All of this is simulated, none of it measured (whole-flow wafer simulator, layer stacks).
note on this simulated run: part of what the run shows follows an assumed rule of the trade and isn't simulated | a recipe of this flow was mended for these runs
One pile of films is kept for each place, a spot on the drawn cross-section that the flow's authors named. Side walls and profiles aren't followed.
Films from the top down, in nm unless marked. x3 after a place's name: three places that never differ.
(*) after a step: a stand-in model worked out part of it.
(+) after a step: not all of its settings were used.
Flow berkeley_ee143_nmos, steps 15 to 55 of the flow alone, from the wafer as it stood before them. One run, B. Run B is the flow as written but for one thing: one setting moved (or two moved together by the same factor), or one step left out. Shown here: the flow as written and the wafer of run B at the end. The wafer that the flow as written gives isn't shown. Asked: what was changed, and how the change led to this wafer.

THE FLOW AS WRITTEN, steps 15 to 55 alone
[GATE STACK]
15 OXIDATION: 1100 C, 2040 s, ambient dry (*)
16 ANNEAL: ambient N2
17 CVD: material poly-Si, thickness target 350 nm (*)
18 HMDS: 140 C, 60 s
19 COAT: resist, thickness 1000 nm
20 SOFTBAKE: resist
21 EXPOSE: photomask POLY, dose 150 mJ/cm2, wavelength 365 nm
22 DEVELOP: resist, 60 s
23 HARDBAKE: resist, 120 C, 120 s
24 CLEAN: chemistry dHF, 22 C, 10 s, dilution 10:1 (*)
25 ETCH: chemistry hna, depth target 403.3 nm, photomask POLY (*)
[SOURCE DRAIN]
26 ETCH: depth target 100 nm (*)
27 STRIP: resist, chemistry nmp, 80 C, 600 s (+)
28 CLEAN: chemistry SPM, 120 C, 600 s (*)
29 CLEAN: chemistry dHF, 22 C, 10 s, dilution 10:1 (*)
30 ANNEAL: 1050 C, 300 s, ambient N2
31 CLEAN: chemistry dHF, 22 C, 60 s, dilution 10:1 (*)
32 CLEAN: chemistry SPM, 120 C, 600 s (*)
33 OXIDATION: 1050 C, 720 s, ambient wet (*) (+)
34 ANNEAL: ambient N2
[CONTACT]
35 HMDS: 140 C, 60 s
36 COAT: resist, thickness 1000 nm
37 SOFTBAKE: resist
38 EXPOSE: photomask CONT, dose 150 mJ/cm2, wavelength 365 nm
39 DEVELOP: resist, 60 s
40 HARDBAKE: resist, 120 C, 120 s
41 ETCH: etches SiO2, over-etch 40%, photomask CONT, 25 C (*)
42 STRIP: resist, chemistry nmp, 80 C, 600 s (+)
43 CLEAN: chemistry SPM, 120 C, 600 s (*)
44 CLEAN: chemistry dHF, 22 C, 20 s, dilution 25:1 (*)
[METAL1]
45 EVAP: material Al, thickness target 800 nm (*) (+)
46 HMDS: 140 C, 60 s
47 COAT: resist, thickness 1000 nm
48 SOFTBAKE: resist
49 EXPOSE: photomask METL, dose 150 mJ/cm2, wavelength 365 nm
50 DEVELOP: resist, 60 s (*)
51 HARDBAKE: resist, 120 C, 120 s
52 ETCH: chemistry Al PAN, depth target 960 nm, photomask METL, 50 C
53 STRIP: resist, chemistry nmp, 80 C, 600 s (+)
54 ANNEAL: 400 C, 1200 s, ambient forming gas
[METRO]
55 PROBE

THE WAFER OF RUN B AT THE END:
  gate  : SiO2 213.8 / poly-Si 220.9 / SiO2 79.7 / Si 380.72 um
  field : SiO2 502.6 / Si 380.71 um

The cause: step 17, CVD: thickness target 317 nm was run, where the flow has thickness target 350 nm.

How the change led to this, step by step:
  17 CVD: material poly-Si, thickness target 350 nm (*)
      gate, sd, contact, field: poly-Si +317 (new film) (as written it would be: poly-Si +350 (new film))
  25 ETCH: chemistry hna, depth target 403.3 nm, photomask POLY (*)
      sd, contact, field: poly-Si -317 (all of it), SiO2 -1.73 (as written it would be: poly-Si -350 (all of it), SiO2 -1.07)
  36 COAT: resist, thickness 1000 nm
      gate: resist +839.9 (new film) (as written it would be: resist +822.5 (new film))
  40 HARDBAKE: resist, 120 C, 120 s
      gate: resist -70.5 (as written it would be: resist -69)
  42 STRIP: resist, chemistry nmp, 80 C, 600 s (+)
      gate: resist -769 (all of it) (as written it would be: resist -753.2 (all of it))
